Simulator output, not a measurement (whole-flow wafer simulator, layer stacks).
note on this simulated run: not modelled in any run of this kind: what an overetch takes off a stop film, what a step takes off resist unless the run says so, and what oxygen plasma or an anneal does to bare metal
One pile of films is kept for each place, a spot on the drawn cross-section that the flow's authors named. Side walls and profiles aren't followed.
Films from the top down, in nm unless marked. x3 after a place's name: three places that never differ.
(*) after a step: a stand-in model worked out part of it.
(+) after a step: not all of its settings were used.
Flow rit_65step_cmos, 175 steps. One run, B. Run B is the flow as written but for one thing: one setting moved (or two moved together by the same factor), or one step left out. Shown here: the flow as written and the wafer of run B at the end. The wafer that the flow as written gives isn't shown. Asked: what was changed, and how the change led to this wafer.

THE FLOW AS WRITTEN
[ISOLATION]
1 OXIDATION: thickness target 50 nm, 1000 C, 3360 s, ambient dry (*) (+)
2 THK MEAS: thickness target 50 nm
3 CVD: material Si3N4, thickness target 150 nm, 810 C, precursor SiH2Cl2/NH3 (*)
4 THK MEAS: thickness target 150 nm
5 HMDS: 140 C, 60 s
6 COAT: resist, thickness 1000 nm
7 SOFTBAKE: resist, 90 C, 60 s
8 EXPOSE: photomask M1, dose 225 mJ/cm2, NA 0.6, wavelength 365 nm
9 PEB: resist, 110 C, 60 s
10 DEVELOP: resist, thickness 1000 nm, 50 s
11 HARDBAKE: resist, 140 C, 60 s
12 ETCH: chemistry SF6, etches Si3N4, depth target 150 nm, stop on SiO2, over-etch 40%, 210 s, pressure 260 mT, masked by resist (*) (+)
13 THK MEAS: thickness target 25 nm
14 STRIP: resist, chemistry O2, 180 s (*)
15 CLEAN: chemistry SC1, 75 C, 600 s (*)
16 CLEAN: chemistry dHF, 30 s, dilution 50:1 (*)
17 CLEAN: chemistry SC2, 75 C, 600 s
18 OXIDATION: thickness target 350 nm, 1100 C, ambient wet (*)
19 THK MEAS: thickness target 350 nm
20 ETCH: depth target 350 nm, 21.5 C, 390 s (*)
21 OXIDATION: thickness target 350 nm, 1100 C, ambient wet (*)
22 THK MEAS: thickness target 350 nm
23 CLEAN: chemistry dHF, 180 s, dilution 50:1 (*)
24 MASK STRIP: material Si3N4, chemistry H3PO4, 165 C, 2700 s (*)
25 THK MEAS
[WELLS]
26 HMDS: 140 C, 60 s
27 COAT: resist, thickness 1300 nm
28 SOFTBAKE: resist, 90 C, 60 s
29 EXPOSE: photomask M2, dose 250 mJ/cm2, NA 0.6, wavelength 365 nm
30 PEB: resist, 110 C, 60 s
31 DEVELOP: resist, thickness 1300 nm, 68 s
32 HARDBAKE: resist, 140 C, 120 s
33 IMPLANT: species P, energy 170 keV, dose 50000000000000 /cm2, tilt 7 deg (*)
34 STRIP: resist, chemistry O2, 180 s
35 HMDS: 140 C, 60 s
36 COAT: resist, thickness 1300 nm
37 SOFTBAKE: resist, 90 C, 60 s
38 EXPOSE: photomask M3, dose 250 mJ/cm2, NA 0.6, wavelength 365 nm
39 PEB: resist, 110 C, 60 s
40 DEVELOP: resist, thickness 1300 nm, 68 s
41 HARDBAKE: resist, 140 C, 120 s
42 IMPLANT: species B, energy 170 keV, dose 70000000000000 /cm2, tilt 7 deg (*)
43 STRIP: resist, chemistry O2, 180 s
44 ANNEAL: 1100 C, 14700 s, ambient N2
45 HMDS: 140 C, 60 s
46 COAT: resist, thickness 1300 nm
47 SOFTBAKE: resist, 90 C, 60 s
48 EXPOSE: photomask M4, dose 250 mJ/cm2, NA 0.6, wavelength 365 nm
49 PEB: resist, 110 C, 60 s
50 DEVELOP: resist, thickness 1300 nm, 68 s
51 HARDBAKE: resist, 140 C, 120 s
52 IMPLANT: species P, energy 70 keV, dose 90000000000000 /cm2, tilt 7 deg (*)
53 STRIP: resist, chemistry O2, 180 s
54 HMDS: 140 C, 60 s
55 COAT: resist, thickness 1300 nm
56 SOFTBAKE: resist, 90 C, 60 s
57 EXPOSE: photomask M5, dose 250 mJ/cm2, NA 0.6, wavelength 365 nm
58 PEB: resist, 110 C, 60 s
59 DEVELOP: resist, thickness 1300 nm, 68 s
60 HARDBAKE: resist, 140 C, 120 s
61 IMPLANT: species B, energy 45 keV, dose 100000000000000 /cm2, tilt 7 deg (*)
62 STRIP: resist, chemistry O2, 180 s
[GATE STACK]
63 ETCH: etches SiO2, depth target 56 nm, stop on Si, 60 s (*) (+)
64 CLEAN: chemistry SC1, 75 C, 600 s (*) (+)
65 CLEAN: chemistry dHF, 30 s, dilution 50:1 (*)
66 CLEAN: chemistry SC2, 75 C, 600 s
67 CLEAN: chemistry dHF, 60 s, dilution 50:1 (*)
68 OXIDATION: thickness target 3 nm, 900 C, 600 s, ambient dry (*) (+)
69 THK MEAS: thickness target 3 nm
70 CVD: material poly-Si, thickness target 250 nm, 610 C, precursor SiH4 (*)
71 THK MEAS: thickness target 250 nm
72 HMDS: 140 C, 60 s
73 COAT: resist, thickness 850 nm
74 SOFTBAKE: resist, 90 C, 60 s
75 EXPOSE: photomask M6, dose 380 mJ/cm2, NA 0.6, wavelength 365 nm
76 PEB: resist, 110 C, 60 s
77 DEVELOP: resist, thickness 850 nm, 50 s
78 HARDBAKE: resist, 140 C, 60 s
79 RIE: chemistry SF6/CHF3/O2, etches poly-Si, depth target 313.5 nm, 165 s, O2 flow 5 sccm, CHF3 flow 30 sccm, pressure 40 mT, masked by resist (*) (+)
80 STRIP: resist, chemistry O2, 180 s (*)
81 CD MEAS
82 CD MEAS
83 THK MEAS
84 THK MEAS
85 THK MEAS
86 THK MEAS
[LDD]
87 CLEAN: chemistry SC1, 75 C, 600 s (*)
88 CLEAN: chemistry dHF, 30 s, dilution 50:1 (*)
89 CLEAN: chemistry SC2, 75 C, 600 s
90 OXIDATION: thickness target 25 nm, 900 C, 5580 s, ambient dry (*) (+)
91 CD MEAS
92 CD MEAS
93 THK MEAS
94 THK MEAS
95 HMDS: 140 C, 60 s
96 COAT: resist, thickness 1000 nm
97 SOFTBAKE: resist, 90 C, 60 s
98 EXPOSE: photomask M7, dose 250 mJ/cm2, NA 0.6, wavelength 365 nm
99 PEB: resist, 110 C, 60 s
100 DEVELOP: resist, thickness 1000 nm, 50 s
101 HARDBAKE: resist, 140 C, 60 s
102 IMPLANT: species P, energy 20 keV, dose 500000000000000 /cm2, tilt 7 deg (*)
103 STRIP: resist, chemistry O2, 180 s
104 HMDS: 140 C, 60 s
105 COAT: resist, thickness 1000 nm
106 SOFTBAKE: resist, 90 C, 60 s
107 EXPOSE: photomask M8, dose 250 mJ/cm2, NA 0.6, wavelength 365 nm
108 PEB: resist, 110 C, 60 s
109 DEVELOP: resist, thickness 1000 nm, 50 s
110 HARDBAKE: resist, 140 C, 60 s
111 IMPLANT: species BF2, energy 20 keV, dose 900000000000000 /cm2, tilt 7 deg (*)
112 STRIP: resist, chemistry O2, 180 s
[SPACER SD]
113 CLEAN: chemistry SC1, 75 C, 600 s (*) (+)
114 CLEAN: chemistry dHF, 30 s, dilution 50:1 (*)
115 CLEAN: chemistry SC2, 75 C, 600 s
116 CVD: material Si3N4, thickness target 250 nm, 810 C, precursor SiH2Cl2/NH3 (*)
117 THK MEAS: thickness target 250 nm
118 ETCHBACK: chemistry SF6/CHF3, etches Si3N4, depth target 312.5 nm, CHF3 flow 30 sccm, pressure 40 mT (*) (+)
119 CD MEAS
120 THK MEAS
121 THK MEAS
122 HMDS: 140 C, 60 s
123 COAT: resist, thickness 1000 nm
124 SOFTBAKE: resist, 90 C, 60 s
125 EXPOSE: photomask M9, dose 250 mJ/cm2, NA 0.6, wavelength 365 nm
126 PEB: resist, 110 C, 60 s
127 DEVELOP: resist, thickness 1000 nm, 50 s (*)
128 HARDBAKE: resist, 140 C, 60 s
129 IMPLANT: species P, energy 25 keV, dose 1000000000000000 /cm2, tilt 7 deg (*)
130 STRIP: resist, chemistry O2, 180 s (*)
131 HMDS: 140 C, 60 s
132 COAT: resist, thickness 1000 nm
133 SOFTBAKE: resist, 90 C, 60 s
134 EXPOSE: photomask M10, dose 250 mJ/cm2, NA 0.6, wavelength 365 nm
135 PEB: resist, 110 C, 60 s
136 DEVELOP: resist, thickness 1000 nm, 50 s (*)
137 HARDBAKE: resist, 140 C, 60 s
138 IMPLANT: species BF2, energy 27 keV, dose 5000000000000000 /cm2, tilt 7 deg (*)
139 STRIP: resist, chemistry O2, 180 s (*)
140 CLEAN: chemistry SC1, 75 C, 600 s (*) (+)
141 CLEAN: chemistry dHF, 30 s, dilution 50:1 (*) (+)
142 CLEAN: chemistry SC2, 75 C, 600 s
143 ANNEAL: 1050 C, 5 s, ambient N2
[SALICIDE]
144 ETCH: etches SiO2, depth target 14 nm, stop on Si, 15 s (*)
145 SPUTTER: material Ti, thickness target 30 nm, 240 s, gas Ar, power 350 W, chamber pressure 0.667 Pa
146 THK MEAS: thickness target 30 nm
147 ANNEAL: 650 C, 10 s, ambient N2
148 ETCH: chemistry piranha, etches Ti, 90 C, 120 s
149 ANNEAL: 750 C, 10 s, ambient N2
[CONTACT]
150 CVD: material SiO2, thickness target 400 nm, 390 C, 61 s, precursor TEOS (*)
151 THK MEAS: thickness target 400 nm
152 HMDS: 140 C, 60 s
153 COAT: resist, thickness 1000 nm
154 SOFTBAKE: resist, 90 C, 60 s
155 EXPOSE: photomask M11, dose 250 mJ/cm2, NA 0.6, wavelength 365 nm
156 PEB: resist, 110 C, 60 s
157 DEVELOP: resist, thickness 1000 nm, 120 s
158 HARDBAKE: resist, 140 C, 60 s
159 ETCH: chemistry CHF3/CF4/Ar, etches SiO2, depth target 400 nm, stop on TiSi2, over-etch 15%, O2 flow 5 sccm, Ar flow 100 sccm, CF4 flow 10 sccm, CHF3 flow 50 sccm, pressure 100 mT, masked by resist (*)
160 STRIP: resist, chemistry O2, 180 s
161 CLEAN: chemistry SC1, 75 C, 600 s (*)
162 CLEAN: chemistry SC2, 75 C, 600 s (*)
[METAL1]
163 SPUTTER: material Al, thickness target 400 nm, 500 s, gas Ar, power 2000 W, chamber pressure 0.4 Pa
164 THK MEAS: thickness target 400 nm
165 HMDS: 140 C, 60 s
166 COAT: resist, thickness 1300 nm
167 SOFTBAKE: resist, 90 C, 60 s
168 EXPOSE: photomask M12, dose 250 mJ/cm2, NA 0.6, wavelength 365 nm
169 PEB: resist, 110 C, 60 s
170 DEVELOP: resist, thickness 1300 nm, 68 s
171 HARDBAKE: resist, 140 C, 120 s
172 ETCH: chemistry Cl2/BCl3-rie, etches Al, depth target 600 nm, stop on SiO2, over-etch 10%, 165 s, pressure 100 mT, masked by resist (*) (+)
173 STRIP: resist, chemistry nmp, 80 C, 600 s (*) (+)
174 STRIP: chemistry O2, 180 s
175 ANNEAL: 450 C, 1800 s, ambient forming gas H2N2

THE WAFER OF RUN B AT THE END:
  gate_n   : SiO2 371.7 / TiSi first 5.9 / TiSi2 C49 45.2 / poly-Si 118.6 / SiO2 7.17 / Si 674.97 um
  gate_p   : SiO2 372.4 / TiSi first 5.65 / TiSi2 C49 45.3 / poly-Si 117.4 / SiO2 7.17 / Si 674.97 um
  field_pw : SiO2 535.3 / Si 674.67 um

The cause: step 149, ANNEAL: 600 C was run, where the flow has 750 C.

How the change led to this, step by step:
  149 ANNEAL: 750 C, 10 s, ambient N2
      gate_n: TiSi first -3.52, TiSi2 C49 +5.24, poly-Si -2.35 (as written it would be: TiSi2 +50.8 (new film), TiSi first -9.72 (all of it), TiSi2 C49 -39.5 (all of it), poly-Si -6.48)
      gate_p: TiSi first -3.51, TiSi2 C49 +5.22, poly-Si -2.34 (as written it would be: TiSi2 +50.6 (new film), TiSi first -9.46 (all of it), TiSi2 C49 -39.6 (all of it), poly-Si -6.31)
